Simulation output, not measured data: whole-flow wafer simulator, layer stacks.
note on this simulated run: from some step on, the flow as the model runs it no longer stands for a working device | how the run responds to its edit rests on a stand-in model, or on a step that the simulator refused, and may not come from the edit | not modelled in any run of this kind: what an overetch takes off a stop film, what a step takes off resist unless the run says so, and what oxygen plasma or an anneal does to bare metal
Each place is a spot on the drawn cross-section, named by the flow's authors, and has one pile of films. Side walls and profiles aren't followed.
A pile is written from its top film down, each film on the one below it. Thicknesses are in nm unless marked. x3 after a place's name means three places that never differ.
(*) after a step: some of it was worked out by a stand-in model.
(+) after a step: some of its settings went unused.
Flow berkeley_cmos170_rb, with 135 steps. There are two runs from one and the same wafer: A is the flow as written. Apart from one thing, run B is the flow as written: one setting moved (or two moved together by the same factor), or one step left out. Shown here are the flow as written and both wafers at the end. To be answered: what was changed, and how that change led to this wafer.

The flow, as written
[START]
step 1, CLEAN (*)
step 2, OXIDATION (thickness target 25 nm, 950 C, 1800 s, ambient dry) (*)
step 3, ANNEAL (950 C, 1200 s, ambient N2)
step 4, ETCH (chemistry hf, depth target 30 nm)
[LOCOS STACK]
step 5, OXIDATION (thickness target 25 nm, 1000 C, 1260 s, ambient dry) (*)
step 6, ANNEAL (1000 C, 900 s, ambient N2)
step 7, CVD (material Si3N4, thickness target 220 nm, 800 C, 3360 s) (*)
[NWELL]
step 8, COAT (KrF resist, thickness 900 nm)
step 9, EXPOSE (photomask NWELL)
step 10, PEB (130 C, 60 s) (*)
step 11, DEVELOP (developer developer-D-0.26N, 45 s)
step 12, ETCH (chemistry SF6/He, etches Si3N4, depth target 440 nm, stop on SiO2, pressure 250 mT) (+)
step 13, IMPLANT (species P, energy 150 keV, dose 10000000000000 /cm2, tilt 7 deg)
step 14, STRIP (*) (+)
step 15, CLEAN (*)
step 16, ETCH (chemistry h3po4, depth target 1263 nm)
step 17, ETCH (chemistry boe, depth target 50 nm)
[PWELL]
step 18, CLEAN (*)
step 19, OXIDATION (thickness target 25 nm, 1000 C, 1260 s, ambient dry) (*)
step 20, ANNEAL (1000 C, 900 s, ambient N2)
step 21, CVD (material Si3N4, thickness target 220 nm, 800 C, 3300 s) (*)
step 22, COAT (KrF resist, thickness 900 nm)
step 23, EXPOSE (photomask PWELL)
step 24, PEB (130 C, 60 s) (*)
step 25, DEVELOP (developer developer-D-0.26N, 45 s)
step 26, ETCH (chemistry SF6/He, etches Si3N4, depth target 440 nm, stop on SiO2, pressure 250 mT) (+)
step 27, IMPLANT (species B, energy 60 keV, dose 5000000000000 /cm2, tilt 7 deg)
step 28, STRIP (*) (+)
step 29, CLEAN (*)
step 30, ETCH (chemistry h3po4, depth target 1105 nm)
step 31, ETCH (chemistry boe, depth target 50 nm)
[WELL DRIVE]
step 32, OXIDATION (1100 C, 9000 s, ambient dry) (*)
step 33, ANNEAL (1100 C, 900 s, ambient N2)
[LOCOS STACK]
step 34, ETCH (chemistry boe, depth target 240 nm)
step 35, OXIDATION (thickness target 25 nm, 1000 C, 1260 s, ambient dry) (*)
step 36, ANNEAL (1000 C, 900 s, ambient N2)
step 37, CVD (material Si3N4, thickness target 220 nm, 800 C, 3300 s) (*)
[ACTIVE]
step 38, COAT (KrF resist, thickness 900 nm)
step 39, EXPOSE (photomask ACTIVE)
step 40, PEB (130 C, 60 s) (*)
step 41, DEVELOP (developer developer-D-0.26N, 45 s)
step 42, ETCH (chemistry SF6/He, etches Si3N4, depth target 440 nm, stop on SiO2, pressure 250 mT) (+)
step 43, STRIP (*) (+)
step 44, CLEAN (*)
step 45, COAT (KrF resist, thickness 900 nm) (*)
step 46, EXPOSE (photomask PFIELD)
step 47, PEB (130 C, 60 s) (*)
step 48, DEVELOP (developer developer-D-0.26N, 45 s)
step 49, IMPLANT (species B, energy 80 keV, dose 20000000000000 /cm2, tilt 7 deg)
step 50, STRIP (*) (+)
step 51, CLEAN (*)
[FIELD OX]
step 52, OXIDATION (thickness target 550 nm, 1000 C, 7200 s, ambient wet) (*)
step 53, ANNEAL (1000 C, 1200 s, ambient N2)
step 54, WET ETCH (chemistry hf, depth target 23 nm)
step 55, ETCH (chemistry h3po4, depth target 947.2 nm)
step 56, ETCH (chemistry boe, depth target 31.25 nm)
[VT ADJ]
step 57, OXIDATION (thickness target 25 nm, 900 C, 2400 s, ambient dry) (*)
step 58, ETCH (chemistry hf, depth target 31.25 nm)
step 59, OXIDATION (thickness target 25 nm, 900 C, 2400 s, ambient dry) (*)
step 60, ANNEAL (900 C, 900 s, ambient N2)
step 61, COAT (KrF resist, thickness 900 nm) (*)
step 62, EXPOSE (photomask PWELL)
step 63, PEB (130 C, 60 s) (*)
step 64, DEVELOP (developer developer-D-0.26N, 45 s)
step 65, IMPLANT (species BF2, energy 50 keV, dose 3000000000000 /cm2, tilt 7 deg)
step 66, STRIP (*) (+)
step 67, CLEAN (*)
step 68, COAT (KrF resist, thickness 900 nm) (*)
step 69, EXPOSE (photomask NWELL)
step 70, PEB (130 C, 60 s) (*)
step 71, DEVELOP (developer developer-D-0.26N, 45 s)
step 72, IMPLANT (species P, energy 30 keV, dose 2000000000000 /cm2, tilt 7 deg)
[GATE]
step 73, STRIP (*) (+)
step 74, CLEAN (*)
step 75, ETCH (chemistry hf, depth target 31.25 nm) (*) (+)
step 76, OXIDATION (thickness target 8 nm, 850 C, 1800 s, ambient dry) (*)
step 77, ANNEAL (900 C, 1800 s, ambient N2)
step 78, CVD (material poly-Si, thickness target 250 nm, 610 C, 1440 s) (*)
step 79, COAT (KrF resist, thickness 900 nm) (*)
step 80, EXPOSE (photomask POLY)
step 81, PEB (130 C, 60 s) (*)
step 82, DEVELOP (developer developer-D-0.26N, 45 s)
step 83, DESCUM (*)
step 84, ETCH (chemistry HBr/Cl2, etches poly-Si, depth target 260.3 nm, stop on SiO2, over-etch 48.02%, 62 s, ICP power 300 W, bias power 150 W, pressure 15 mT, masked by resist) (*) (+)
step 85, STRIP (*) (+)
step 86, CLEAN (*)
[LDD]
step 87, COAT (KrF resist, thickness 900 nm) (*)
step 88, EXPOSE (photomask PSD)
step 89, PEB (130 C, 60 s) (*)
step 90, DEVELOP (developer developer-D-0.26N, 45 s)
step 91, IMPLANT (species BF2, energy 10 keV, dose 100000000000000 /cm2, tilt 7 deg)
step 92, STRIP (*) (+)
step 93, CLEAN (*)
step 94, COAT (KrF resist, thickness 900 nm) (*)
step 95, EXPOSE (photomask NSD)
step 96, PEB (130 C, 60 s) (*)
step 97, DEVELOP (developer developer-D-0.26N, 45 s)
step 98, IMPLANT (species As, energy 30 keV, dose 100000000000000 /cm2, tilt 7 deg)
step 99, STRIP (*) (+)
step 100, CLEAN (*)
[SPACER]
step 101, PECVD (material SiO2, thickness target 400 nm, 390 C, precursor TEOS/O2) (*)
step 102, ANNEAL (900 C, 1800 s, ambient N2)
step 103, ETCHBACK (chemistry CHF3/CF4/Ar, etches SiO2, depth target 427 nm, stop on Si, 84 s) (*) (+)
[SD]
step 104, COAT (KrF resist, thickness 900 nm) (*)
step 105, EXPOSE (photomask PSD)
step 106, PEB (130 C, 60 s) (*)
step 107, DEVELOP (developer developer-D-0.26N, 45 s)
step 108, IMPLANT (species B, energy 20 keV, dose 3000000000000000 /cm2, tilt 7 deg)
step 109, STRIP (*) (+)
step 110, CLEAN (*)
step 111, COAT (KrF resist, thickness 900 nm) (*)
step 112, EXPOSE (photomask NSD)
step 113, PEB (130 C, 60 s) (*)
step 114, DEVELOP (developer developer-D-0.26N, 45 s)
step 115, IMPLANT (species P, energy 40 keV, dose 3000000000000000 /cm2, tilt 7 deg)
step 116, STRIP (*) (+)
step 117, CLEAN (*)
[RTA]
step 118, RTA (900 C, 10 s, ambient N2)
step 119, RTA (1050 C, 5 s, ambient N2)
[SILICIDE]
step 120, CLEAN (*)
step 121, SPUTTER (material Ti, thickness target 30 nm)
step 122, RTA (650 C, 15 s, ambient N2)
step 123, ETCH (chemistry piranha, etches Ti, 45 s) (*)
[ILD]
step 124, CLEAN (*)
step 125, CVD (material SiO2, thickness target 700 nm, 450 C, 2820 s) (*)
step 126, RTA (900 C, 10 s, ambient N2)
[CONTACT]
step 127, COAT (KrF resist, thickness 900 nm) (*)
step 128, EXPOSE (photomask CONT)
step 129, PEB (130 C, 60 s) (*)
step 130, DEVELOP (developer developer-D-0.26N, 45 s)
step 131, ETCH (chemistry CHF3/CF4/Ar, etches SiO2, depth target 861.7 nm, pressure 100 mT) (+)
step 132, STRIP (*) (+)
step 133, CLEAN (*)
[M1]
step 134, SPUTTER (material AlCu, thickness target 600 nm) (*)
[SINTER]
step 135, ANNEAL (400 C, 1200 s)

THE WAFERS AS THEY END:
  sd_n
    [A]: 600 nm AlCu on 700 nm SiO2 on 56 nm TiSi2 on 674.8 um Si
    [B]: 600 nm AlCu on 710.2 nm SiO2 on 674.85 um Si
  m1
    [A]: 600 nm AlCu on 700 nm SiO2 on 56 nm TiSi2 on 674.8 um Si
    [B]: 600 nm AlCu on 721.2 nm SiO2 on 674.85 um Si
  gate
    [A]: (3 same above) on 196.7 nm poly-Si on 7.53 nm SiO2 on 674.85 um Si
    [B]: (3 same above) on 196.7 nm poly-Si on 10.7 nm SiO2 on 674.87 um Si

Cause: step 34, ETCH: depth target 128 nm was run, though the flow has depth target 240 nm.

Step by step, how the change led to this:
  step 34, ETCH (chemistry boe, depth target 240 nm)
      field, sd_n, spacer_n and 6 more: A -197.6 SiO2 (all of it) | B -128 SiO2
  step 35, OXIDATION (thickness target 25 nm, 1000 C, 1260 s, ambient dry) (*)
      field, sd_n, spacer_n and 6 more: A +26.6 SiO2 (new film), -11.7 Si | B +13.5 SiO2, -5.95 Si
  step 52, OXIDATION (thickness target 550 nm, 1000 C, 7200 s, ambient wet) (*)
      spacer_p, gate_p: A +12.9 SiO2 (new film), -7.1 Si3N4 | B +12.9 SiO2 (new film), -7.1 Si3N4, +0.08 SiO2
      spacer_n: A +12.9 SiO2 (new film), -7.1 Si3N4 | B +12.9 SiO2 (new film), -7.1 Si3N4, +0.11 SiO2, -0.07 Si
      (and at 6 other places as well)
  step 56, ETCH (chemistry boe, depth target 31.25 nm)
      gate, sd_p, spacer_p, gate_p, contact: A -26.6 SiO2 (all of it) | B -31.2 SiO2
      sd_n: A -28.8 SiO2 (all of it) | B -31.2 SiO2
      (and at 2 other places as well)
  step 57, OXIDATION (thickness target 25 nm, 900 C, 2400 s, ambient dry) (*)
      gate, spacer_p, gate_p: A +15 SiO2 (new film), -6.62 Si | B +8.14 SiO2, -3.58 Si
      sd_n: A +15 SiO2 (new film), -6.62 Si | B +4.69 SiO2, -2.06 Si
      (and at 4 other places as well)
  step 58, ETCH (chemistry hf, depth target 31.25 nm)
      spacer_n, gate, sd_p, spacer_p, gate_p, m1: A -15 SiO2 (all of it) | B -31.2 SiO2
      sd_n, contact: A -15 SiO2 (all of it) | B -31.3 SiO2
  step 59, OXIDATION (thickness target 25 nm, 900 C, 2400 s, ambient dry) (*)
      spacer_n, gate, spacer_p, gate_p: A +15 SiO2 (new film), -6.62 Si | B +8.02 SiO2, -3.53 Si
      sd_n: A +15 SiO2 (new film), -6.62 Si | B +7.1 SiO2, -3.12 Si
      (and at 3 other places as well)
  step 75, ETCH (chemistry hf, depth target 31.25 nm) (*) (+)
      sd_n, spacer_n, gate, sd_p, spacer_p, gate_p, contact, m1: A -15 SiO2 (all of it) | B -31.2 SiO2
  step 76, OXIDATION (thickness target 8 nm, 850 C, 1800 s, ambient dry) (*)
      spacer_n, gate, spacer_p, gate_p: A +7.53 SiO2 (new film), -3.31 Si | B +5.1 SiO2, -2.24 Si
      sd_n: A +7.53 SiO2 (new film), -3.31 Si | B +3.4 SiO2, -1.5 Si
      (and at 3 other places as well)
  step 79, COAT (KrF resist, thickness 900 nm) (*)
      spacer_n, spacer_p, gate_p: A +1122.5 KrF resist (new film) | B +1145.9 KrF resist (new film)
      gate: A +1122.6 KrF resist (new film) | B +1145.9 KrF resist (new film)
  step 82, DEVELOP (developer developer-D-0.26N, 45 s)
      spacer_n, spacer_p: A -1122.5 KrF resist (all of it) | B -1145.9 KrF resist (all of it)
  step 85, STRIP (*) (+)
      gate: A -980 KrF resist (all of it) | B -1003.3 KrF resist (all of it)
      gate_p: A -979.9 KrF resist (all of it) | B -1003.3 KrF resist (all of it)
  step 87, COAT (KrF resist, thickness 900 nm) (*)
      gate: A +706 KrF resist (new film) | B +724.3 KrF resist (new film)
      gate_p: A +706.3 KrF resist (new film) | B +721.7 KrF resist (new film)
  step 90, DEVELOP (developer developer-D-0.26N, 45 s)
      gate_p: A -706.3 KrF resist (all of it) | B -721.7 KrF resist (all of it)
  step 92, STRIP (*) (+)
      gate: A -691.8 KrF resist (all of it) | B -710.1 KrF resist (all of it)
  step 94, COAT (KrF resist, thickness 900 nm) (*)
      gate: A +706 KrF resist (new film) | B +724.3 KrF resist (new film)
      gate_p: A +706.3 KrF resist (new film) | B +721.7 KrF resist (new film)
  ... 14 other steps ...
  step 132, STRIP (*) (+)
      field: A -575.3 KrF resist (all of it) | B -563 KrF resist (all of it)
      sd_n: A -780.4 KrF resist (all of it) | B -799.5 KrF resist (all of it)
      (and at 1 other place as well)
